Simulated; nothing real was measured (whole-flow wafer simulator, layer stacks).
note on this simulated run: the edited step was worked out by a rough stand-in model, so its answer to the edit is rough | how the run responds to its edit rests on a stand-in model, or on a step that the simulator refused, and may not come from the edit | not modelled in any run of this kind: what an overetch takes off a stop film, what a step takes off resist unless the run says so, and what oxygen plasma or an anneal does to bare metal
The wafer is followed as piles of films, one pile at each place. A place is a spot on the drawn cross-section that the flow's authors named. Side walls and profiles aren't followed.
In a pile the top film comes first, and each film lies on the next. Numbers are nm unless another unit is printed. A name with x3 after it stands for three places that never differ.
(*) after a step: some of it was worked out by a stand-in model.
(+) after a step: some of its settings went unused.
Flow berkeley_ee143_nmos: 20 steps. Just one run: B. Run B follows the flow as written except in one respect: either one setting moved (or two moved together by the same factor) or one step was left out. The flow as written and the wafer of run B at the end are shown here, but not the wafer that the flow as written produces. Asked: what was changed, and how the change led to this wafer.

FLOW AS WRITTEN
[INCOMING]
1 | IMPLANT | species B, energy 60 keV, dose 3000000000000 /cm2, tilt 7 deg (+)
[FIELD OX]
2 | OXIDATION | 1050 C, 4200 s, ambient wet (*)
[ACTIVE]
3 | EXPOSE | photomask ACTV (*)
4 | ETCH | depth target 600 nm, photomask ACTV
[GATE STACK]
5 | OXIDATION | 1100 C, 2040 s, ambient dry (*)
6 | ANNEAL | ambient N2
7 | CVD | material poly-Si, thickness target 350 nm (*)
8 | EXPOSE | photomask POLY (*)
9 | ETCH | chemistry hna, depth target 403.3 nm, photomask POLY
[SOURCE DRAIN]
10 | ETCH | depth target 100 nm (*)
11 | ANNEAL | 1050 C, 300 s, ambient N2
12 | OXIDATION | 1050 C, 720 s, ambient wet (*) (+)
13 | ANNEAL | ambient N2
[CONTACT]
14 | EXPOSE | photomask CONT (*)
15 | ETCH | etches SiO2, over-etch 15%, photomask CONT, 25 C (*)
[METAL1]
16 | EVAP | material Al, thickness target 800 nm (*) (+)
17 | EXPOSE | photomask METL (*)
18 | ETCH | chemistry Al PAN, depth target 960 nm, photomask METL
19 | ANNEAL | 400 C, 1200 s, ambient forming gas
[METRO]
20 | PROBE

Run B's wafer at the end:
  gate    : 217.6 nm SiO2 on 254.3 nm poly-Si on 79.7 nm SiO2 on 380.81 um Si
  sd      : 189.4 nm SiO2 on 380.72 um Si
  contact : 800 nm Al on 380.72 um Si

The reason: step 2, OXIDATION: 1995 s was run, though the flow has 4200 s.

Step by step, how the change led to this:
  2 | OXIDATION | 1050 C, 4200 s, ambient wet (*)
      gate, sd, contact, field: SiO2 gains 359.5 (new film), chemical SiO2 loses 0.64 (all of it), Si loses 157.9 (it would be, as written: SiO2 gains 566.4 (new film), chemical SiO2 loses 0.64 (all of it), Si loses 248.9)
  4 | ETCH | depth target 600 nm, photomask ACTV
      gate, sd, contact: SiO2 loses 359.5 (all of it) (it would be, as written: SiO2 loses 566.4 (all of it))
  5 | OXIDATION | 1100 C, 2040 s, ambient dry (*)
      field: SiO2 gains 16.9, Si loses 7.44 (it would be, as written: SiO2 gains 11.6, Si loses 5.1)
  12 | OXIDATION | 1050 C, 720 s, ambient wet (*) (+)
      field: SiO2 gains 96.6, Si loses 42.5 (it would be, as written: SiO2 gains 69.1, Si loses 30.4)
